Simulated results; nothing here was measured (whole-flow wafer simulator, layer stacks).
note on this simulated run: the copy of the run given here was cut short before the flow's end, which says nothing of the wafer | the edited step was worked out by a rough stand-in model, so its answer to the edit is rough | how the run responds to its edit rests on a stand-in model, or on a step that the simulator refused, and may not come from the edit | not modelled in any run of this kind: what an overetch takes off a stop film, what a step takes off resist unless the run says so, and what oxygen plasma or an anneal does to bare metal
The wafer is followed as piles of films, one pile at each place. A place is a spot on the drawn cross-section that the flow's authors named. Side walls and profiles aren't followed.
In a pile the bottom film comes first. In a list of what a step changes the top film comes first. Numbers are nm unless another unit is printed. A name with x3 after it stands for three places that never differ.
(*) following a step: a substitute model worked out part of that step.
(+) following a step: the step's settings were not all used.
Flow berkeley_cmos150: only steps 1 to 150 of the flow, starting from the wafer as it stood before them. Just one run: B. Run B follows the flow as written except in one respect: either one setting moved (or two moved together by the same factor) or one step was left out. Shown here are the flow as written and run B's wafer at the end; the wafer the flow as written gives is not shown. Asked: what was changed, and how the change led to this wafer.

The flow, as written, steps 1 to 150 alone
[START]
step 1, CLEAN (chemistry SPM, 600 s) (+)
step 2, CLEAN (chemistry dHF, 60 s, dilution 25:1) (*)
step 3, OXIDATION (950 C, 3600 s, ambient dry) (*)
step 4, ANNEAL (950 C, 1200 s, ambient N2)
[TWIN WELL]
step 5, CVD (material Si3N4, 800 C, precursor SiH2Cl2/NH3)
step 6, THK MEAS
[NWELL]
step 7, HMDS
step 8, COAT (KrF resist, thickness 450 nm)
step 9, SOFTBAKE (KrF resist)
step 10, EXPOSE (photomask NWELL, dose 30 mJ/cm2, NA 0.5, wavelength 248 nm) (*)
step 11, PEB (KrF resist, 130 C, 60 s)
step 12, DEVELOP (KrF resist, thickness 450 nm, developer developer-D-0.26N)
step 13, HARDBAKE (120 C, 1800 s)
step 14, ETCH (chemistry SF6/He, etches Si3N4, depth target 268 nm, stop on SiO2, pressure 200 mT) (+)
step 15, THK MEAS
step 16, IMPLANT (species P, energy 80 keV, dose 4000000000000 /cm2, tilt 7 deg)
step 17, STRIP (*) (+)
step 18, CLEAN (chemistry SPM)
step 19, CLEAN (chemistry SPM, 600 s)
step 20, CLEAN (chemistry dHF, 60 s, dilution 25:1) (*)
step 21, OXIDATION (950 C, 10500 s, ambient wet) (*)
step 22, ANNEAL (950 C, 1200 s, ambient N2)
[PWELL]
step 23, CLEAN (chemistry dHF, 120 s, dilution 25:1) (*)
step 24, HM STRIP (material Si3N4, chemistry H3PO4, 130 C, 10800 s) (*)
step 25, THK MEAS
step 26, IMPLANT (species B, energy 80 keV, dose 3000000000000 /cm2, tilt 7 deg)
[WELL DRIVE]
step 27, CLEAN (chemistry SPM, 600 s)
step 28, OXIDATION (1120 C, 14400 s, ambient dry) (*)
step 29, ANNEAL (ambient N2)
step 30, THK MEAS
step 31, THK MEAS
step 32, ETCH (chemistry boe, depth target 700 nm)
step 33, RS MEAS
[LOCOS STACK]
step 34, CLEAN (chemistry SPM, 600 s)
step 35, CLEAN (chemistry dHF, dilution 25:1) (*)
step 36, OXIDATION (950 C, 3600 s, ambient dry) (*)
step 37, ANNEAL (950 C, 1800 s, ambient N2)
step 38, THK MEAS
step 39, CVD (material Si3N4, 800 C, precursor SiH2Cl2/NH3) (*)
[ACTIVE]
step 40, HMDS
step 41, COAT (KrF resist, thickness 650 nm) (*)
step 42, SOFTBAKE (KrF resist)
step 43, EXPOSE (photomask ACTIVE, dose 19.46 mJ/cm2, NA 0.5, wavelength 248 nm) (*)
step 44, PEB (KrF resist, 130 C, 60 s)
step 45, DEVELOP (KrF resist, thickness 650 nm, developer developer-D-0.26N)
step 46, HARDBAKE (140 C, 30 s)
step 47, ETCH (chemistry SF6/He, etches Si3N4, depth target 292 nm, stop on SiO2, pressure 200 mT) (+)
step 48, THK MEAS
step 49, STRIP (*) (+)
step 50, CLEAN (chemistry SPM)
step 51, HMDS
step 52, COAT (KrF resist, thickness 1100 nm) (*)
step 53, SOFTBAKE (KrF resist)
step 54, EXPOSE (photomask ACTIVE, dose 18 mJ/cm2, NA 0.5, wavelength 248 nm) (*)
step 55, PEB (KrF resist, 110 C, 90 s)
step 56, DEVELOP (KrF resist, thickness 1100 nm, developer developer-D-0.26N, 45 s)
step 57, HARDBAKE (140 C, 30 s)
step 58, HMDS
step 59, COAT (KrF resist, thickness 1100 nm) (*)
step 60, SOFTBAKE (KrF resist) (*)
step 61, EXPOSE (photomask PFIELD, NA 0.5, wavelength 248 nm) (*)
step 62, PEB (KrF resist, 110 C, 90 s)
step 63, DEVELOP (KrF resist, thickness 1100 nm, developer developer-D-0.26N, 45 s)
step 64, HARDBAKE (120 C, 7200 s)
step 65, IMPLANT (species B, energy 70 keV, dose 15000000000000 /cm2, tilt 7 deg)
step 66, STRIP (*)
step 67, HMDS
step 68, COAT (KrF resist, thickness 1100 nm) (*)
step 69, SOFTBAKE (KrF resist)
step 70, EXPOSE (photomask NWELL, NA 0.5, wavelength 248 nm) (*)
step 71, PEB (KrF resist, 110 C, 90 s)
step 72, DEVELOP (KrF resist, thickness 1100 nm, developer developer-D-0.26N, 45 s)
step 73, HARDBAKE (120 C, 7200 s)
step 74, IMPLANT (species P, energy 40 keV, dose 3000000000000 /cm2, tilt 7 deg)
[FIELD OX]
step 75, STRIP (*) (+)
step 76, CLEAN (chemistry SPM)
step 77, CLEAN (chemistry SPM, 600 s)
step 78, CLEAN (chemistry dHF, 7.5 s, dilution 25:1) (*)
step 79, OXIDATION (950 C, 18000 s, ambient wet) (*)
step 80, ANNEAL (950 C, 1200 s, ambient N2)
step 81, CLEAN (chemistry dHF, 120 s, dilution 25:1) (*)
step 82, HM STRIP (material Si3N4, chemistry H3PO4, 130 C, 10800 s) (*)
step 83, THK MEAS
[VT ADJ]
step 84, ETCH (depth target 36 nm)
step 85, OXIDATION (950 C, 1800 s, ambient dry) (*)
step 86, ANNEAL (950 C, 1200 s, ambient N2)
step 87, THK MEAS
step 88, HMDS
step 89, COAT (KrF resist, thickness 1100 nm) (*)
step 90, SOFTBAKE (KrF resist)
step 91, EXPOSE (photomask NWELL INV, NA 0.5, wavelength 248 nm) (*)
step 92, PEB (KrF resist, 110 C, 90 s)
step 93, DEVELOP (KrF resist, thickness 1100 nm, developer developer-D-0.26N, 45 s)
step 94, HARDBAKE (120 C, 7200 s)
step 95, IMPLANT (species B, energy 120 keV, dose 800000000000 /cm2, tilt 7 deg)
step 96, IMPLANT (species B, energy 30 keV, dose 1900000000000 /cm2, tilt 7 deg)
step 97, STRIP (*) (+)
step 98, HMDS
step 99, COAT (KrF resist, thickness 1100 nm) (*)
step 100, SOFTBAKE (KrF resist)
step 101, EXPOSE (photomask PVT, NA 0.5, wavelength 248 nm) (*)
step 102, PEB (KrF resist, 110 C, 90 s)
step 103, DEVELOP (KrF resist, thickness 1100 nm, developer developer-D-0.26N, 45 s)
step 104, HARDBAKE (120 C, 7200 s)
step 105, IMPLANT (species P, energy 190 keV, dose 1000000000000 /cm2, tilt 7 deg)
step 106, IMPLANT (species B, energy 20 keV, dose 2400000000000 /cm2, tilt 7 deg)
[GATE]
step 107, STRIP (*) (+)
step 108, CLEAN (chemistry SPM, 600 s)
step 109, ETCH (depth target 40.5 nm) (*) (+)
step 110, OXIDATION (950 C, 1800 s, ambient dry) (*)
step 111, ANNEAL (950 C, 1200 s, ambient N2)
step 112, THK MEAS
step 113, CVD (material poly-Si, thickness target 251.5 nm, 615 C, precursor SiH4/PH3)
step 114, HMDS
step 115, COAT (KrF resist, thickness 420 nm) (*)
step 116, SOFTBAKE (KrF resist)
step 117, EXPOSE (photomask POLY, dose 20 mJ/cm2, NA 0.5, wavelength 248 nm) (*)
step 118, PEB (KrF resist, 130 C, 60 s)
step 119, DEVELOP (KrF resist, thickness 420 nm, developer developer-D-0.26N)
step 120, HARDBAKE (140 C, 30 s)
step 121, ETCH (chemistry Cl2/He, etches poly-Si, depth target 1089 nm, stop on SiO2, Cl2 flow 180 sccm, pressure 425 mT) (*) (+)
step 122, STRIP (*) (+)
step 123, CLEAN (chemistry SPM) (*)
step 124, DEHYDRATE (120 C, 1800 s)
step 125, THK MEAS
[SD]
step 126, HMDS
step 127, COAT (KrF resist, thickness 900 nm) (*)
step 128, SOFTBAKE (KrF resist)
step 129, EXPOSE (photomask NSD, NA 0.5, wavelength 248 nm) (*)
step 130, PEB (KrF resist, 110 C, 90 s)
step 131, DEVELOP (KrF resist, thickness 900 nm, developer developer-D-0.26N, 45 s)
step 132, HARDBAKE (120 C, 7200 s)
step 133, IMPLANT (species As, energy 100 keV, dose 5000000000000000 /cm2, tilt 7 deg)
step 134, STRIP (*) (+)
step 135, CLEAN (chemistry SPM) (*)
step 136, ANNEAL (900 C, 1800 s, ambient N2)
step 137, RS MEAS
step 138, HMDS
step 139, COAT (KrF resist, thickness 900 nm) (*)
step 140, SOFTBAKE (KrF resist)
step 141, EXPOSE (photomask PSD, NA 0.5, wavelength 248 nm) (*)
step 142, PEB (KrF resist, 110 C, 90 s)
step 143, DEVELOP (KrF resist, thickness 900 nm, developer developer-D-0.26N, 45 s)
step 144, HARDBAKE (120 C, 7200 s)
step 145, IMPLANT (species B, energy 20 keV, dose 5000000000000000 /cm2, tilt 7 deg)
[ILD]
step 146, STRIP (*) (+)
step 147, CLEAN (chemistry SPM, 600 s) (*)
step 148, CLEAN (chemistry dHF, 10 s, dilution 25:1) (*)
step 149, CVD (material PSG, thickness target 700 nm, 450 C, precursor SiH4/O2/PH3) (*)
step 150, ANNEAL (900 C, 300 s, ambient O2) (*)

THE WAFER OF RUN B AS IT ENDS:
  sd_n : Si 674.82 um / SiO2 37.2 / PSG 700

The reason: step 39, CVD: 746 C was run, while the flow as written has 800 C.

How this came from the change, step by step:
  step 39, CVD (material Si3N4, 800 C, precursor SiH2Cl2/NH3) (*)
      field, field_p, sd_n, gate_n, sd_p, gate_p, contact, m1: Si3N4 gains 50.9 (new film) (in the flow as written it would be: Si3N4 gains 106 (new film))
  step 47, ETCH (chemistry SF6/He, etches Si3N4, depth target 292 nm, stop on SiO2, pressure 200 mT) (+)
      sd_n, gate_n, sd_p, gate_p, contact, m1: KrF resist loses 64 (in the flow as written it would be: KrF resist loses 124)
      field, field_p: Si3N4 loses 50.9 (all of it), SiO2 loses 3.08 (in the flow as written it would be: Si3N4 loses 106 (all of it), SiO2 loses 3.08)
  step 49, STRIP (*) (+)
      sd_n: KrF resist loses 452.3 (all of it) (in the flow as written it would be: KrF resist loses 392.4 (all of it))
      gate_n: KrF resist loses 460.6 (all of it) (in the flow as written it would be: KrF resist loses 400.6 (all of it))
      (and at 4 other places as well)
  step 52, COAT (KrF resist, thickness 1100 nm) (*)
      sd_n: KrF resist gains 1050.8 (new film) (in the flow as written it would be: KrF resist gains 1019.1 (new film))
      gate_n: KrF resist gains 1065.1 (new film) (in the flow as written it would be: KrF resist gains 1039.7 (new film))
      (and at 4 other places as well)
  step 57, HARDBAKE (140 C, 30 s)
      sd_n: KrF resist loses 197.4 (in the flow as written it would be: KrF resist loses 191.5)
      gate_n: KrF resist loses 199.9 (in the flow as written it would be: KrF resist loses 195.3)
      (and at 4 other places as well)
  step 59, COAT (KrF resist, thickness 1100 nm) (*)
      sd_n: KrF resist gains 595.9 (in the flow as written it would be: KrF resist gains 581.3)
      gate_n: KrF resist gains 699.8 (in the flow as written it would be: KrF resist gains 684.4)
      (and at 4 other places as well)
  step 66, STRIP (*)
      sd_n: KrF resist loses 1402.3 (all of it) (in the flow as written it would be: KrF resist loses 1362.4 (all of it))
      gate_n: KrF resist loses 1515.4 (all of it) (in the flow as written it would be: KrF resist loses 1479.7 (all of it))
      (and at 4 other places as well)
  step 68, COAT (KrF resist, thickness 1100 nm) (*)
      sd_n: KrF resist gains 1050.8 (new film) (in the flow as written it would be: KrF resist gains 1019.1 (new film))
      gate_n: KrF resist gains 1065.1 (new film) (in the flow as written it would be: KrF resist gains 1039.7 (new film))
      (and at 4 other places as well)
  step 72, DEVELOP (KrF resist, thickness 1100 nm, developer developer-D-0.26N, 45 s)
      sd_p: KrF resist loses 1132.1 (all of it) (in the flow as written it would be: KrF resist loses 1103.9 (all of it))
      gate_p: KrF resist loses 1132.4 (all of it) (in the flow as written it would be: KrF resist loses 1108 (all of it))
  step 73, HARDBAKE (120 C, 7200 s)
      m1: KrF resist loses 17 (in the flow as written it would be: KrF resist loses 16.3)
  step 75, STRIP (*) (+)
      sd_n: KrF resist loses 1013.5 (all of it) (in the flow as written it would be: KrF resist loses 982.6 (all of it))
      gate_n: KrF resist loses 1027.4 (all of it) (in the flow as written it would be: KrF resist loses 1002.7 (all of it))
      (and at 2 other places as well)
  step 79, OXIDATION (950 C, 18000 s, ambient wet) (*)
      sd_n: SiO2 gains 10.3 (new film), Si3N4 loses 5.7, SiO2 gains 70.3, Si loses 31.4 (in the flow as written it would be: SiO2 gains 10.3 (new film), Si3N4 loses 5.7, SiO2 gains 34.7, Si loses 15.4)
  step 82, HM STRIP (material Si3N4, chemistry H3PO4, 130 C, 10800 s) (*)
      sd_n, gate_n, contact, m1: Si3N4 loses 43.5 (all of it), SiO2 loses 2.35 (in the flow as written it would be: Si3N4 loses 98.7 (all of it), SiO2 loses 1.88)
      sd_p, gate_p: Si3N4 loses 43.4 (all of it), SiO2 loses 2.35 (in the flow as written it would be: Si3N4 loses 98.6 (all of it), SiO2 loses 1.88)
  step 85, OXIDATION (950 C, 1800 s, ambient dry) (*)
      sd_n: SiO2 gains 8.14, Si loses 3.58 (in the flow as written it would be: SiO2 gains 12.2, Si loses 5.35)
  step 109, ETCH (depth target 40.5 nm) (*) (+)
      sd_n: SiO2 loses 40.5 (in the flow as written it would be: SiO2 loses 40.4 (all of it))
  step 110, OXIDATION (950 C, 1800 s, ambient dry) (*)
      sd_n: SiO2 gains 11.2, Si loses 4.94 (in the flow as written it would be: SiO2 gains 20.4 (new film), Si loses 8.98)
  ... and 1 more step ...
  step 119, DEVELOP (KrF resist, thickness 420 nm, developer developer-D-0.26N)
      sd_n: KrF resist loses 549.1 (all of it) (in the flow as written it would be: KrF resist loses 562.5 (all of it))
